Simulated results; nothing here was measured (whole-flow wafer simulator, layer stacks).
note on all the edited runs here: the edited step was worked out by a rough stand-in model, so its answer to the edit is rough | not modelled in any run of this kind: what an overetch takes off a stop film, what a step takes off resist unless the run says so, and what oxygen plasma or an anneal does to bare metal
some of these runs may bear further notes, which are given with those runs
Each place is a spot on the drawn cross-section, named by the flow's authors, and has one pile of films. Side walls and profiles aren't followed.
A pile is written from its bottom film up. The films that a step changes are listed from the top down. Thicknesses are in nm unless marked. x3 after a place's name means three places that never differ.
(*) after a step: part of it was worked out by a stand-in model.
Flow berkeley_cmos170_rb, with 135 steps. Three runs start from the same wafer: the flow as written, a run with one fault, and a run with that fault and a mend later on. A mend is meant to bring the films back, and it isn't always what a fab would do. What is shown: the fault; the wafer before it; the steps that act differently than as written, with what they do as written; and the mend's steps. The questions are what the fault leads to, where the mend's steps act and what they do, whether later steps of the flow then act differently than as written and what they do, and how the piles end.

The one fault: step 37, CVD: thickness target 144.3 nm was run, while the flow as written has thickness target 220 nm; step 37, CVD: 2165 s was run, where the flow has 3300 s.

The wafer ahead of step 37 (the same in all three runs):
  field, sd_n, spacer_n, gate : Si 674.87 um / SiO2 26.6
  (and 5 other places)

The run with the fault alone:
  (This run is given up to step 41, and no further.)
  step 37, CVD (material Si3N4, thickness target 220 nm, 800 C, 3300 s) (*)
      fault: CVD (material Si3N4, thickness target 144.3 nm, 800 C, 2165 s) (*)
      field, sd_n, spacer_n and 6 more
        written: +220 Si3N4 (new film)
        fault: +144.3 Si3N4 (new film)
  Every later step of the flow up to step 41 that is run acts as written at every place that is followed.
  The piles after step 41 differ from the flow's at field, sd_n, spacer_n and 6 more by more than 2% or 0.5 nm, whichever is larger.
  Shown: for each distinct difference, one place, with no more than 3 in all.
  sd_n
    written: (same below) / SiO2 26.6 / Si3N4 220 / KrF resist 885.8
    fault: (same below) / SiO2 26.6 / Si3N4 144.3 / KrF resist 885.8
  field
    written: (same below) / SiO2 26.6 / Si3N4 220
    fault: (same below) / SiO2 26.6 / Si3N4 144.3

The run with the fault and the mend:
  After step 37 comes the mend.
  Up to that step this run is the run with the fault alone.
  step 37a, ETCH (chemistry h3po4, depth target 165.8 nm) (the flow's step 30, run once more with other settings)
      field, sd_n, spacer_n and 6 more
        -144.3 Si3N4 (all of it)
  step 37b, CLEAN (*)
      leaves every film unchanged at each place that is followed
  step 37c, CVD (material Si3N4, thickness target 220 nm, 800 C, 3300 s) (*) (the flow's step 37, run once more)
      field, sd_n, spacer_n and 6 more
        +220 Si3N4 (new film)
  Every later step of the flow that is run acts as written at every place that is followed.
  The piles end the same as the flow's at every place that both follow.
